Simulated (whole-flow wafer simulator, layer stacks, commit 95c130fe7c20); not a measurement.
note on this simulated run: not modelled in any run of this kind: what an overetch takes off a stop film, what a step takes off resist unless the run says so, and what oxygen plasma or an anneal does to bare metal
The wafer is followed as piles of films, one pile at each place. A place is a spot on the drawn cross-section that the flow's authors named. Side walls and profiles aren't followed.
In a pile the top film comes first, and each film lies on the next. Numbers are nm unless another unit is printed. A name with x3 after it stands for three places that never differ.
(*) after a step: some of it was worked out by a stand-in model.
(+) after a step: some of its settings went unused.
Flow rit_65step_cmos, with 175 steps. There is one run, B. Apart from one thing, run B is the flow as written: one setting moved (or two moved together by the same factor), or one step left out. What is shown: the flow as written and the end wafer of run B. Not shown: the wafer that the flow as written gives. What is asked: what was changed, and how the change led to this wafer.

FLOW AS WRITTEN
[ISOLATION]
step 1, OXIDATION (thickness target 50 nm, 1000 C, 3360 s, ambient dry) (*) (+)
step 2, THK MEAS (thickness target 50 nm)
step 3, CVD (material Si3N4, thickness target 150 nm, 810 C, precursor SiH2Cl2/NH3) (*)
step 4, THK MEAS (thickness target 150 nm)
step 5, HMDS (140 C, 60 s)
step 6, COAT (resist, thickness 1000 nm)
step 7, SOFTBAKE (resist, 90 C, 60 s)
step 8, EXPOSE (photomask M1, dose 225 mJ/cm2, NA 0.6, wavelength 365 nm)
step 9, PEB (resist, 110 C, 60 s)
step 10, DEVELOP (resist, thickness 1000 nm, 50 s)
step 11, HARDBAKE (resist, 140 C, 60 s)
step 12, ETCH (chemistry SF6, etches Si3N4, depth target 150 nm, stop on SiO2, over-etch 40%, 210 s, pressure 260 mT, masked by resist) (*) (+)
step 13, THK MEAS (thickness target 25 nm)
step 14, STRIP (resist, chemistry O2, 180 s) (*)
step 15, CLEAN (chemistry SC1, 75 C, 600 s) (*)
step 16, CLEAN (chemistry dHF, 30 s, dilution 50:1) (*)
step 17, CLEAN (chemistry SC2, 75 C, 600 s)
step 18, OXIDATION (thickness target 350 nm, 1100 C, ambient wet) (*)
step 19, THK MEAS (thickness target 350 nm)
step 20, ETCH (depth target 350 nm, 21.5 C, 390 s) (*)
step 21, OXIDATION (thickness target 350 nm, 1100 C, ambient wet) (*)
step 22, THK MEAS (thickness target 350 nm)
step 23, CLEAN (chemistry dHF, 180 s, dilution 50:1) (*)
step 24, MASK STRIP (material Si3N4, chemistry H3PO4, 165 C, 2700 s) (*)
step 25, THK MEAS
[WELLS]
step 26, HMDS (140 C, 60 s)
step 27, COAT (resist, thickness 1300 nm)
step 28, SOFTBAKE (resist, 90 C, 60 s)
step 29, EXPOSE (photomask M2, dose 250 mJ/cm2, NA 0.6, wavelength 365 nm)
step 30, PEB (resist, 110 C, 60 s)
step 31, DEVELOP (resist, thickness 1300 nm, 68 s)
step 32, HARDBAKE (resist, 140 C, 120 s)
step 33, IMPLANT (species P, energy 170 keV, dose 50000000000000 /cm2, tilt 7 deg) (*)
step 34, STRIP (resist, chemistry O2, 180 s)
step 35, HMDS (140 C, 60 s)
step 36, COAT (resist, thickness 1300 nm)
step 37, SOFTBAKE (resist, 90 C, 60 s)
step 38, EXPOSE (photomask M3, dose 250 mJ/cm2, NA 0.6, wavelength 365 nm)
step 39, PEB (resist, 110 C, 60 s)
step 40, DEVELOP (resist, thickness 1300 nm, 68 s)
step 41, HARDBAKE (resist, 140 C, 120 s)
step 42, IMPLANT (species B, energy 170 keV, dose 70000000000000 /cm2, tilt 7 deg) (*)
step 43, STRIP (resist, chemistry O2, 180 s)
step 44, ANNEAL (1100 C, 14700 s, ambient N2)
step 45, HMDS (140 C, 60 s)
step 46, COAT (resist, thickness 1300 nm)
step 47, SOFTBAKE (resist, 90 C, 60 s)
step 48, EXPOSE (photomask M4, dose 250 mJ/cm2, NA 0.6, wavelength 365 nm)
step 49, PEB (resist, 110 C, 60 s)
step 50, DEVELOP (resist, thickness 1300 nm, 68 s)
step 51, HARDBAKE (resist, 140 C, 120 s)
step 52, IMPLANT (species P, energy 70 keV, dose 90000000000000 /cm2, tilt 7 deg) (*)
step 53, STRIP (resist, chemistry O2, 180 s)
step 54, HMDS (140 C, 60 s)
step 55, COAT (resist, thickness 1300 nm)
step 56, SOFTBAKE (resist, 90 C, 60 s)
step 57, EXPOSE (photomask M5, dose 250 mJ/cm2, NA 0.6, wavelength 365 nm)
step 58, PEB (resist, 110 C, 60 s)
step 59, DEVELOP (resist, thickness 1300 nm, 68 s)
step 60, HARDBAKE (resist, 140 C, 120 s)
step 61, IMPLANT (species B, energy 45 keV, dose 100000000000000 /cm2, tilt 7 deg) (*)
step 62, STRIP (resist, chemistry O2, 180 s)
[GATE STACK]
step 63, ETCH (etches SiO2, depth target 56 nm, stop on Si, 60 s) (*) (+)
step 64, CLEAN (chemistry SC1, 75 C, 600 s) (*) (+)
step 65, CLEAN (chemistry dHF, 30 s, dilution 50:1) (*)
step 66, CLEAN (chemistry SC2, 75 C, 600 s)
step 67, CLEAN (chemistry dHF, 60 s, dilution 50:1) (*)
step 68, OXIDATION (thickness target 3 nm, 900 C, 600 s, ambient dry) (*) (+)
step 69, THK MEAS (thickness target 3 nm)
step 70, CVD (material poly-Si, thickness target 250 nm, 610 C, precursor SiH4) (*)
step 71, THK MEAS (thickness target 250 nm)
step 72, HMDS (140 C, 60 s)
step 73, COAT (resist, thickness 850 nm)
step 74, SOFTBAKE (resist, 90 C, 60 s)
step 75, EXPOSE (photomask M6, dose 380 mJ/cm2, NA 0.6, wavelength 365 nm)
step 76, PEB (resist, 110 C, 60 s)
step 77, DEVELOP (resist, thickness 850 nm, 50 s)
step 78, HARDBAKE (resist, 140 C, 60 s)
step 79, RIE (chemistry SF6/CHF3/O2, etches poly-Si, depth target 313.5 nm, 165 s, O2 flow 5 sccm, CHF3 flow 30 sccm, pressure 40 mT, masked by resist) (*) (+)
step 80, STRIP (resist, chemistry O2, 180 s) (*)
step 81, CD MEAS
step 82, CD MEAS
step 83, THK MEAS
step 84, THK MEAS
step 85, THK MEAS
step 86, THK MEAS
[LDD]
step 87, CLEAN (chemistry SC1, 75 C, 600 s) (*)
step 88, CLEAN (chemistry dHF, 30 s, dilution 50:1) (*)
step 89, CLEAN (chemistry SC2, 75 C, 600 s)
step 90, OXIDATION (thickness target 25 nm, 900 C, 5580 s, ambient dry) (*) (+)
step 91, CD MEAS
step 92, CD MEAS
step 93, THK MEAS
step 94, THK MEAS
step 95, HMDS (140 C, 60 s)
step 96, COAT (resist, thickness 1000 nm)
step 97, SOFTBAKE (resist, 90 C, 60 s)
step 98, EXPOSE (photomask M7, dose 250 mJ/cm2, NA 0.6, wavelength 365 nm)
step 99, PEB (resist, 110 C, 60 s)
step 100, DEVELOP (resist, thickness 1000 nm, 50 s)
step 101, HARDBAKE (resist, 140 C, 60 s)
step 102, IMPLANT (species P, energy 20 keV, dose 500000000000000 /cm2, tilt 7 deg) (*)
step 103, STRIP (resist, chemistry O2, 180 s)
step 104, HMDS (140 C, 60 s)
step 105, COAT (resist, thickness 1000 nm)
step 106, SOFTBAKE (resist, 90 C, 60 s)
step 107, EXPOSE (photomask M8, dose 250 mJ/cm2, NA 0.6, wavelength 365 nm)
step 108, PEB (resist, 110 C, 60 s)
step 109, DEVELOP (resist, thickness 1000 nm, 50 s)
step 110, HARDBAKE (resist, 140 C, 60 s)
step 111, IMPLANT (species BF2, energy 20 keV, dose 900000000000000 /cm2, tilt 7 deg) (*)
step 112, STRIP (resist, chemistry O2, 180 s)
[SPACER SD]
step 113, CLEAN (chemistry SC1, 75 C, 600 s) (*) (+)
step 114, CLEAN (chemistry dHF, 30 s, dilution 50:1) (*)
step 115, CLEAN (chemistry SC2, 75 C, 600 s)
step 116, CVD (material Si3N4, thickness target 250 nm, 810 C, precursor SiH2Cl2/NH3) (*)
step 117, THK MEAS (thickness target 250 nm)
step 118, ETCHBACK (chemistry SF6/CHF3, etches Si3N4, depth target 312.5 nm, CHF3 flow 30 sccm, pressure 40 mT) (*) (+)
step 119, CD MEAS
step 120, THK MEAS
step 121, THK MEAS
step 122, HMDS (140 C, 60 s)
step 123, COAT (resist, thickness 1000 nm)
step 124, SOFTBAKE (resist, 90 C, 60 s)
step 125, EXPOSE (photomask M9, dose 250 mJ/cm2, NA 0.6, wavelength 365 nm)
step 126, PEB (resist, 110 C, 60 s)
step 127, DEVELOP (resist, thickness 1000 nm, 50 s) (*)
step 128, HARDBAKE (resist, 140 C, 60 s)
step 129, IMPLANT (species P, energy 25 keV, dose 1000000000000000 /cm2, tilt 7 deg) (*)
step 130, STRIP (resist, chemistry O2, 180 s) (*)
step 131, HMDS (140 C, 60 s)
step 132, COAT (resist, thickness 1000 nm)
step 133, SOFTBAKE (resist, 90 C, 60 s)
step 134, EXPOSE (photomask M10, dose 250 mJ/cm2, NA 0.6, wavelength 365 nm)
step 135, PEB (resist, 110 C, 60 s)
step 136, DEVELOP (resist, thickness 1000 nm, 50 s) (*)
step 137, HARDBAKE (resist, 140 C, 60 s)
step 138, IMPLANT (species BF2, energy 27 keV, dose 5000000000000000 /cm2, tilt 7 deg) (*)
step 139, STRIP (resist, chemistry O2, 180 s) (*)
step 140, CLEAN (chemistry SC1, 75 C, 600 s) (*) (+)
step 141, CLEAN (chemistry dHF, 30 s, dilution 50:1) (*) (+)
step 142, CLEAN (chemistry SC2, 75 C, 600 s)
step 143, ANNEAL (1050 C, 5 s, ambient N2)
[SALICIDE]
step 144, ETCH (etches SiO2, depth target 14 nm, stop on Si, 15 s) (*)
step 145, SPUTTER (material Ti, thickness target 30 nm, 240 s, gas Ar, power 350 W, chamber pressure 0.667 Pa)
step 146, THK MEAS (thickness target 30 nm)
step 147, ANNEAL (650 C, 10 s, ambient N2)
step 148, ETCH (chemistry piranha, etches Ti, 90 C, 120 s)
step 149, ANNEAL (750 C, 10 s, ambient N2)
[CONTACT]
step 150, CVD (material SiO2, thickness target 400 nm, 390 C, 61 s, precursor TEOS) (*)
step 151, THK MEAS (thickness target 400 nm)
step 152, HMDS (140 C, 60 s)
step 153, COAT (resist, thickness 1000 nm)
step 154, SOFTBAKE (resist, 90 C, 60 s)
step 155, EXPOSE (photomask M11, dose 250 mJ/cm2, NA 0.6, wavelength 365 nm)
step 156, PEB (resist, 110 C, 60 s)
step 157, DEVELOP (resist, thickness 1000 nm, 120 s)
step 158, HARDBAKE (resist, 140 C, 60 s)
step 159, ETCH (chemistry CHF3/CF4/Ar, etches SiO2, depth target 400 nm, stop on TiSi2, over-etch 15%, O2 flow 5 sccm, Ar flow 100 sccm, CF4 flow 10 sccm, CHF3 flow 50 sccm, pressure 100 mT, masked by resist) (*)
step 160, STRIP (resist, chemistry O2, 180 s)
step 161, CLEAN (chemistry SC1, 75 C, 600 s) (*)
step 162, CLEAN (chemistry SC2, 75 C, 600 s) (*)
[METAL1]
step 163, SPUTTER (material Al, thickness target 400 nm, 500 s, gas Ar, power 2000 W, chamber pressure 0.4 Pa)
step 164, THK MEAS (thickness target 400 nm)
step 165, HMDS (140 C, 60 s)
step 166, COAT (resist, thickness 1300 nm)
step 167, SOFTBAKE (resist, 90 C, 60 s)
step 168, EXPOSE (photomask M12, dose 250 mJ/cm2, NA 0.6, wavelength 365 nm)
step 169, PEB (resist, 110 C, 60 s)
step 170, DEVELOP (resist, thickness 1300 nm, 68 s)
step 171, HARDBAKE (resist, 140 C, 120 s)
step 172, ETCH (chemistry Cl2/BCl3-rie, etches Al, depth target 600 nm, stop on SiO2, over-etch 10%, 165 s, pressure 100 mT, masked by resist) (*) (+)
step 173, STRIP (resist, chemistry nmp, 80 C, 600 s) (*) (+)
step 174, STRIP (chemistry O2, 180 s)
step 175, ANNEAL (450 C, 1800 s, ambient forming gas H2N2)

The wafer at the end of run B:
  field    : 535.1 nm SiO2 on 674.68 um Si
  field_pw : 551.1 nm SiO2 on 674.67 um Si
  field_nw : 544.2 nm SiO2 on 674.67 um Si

Cause: step 144, ETCH: etches SiO2, depth target 14 nm, stop on Si, 15 s (*), was omitted.

How this came from the change, step by step:
  step 145, SPUTTER (material Ti, thickness target 30 nm, 240 s, gas Ar, power 350 W, chamber pressure 0.667 Pa)
      gate_n: +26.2 Ti (new film) (it would be, as written: +27.3 Ti (new film))
      gate_p: +26.1 Ti (new film) (it would be, as written: +27.2 Ti (new film))
  step 147, ANNEAL (650 C, 10 s, ambient N2)
      gate_n: -20.5 Ti, +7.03 TiSi first (new film), +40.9 TiSi2 C49 (new film), -0.4 chemical SiO2 (all of it), -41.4 poly-Si (it would be, as written: -21.3 Ti, +9.82 TiSi first (new film), +39.5 TiSi2 C49 (new film), -41.9 poly-Si)
      gate_p: -20.4 Ti, +6.74 TiSi first (new film), +41.1 TiSi2 C49 (new film), -0.4 chemical SiO2 (all of it), -41.3 poly-Si (it would be, as written: -21.2 Ti, +9.56 TiSi first (new film), +39.6 TiSi2 C49 (new film), -41.9 poly-Si)
  step 149, ANNEAL (750 C, 10 s, ambient N2)
      gate_n: +48.3 TiSi2 (new film), -6.93 TiSi first (all of it), -40.9 TiSi2 C49 (all of it), -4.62 poly-Si (it would be, as written: +50.8 TiSi2 (new film), -9.72 TiSi first (all of it), -39.5 TiSi2 C49 (all of it), -6.48 poly-Si)
      gate_p: +48 TiSi2 (new film), -6.64 TiSi first (all of it), -41.1 TiSi2 C49 (all of it), -4.43 poly-Si (it would be, as written: +50.6 TiSi2 (new film), -9.46 TiSi first (all of it), -39.6 TiSi2 C49 (all of it), -6.31 poly-Si)
